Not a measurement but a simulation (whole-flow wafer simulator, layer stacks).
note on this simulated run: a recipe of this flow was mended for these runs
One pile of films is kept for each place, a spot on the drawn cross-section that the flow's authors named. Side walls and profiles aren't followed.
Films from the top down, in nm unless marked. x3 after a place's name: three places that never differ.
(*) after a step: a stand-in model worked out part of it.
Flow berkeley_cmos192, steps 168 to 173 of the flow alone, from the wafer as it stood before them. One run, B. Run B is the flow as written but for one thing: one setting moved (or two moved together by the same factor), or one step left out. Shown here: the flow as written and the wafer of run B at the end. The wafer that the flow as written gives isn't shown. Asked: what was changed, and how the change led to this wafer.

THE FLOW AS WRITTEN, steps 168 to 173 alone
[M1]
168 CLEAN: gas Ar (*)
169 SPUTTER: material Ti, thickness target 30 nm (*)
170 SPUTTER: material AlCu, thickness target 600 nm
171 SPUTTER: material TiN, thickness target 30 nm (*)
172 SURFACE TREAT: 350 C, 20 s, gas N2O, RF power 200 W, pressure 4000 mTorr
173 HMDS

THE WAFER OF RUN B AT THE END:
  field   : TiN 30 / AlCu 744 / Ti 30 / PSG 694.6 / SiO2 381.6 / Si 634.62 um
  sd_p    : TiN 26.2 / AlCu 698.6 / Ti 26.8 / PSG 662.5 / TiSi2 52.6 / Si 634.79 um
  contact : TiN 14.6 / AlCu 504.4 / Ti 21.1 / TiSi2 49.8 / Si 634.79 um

The cause: step 170, SPUTTER: thickness target 744 nm was run, where the flow has thickness target 600 nm.
It can be read off the wafer: field has AlCu 744, and step 170 as written asks for 600 nm.

How the change led to this, step by step:
  170 SPUTTER: material AlCu, thickness target 600 nm
      field, sd_n, spacer_n, gate, spacer_p, gate_p, m1: AlCu +744 (new film) (as written it would be: AlCu +600 (new film))
      sd_p: AlCu +698.6 (new film) (as written it would be: AlCu +557.4 (new film))
      (and at 1 more place)
  171 SPUTTER: material TiN, thickness target 30 nm (*)
      contact: TiN +14.6 (new film) (as written it would be: TiN +16 (new film))
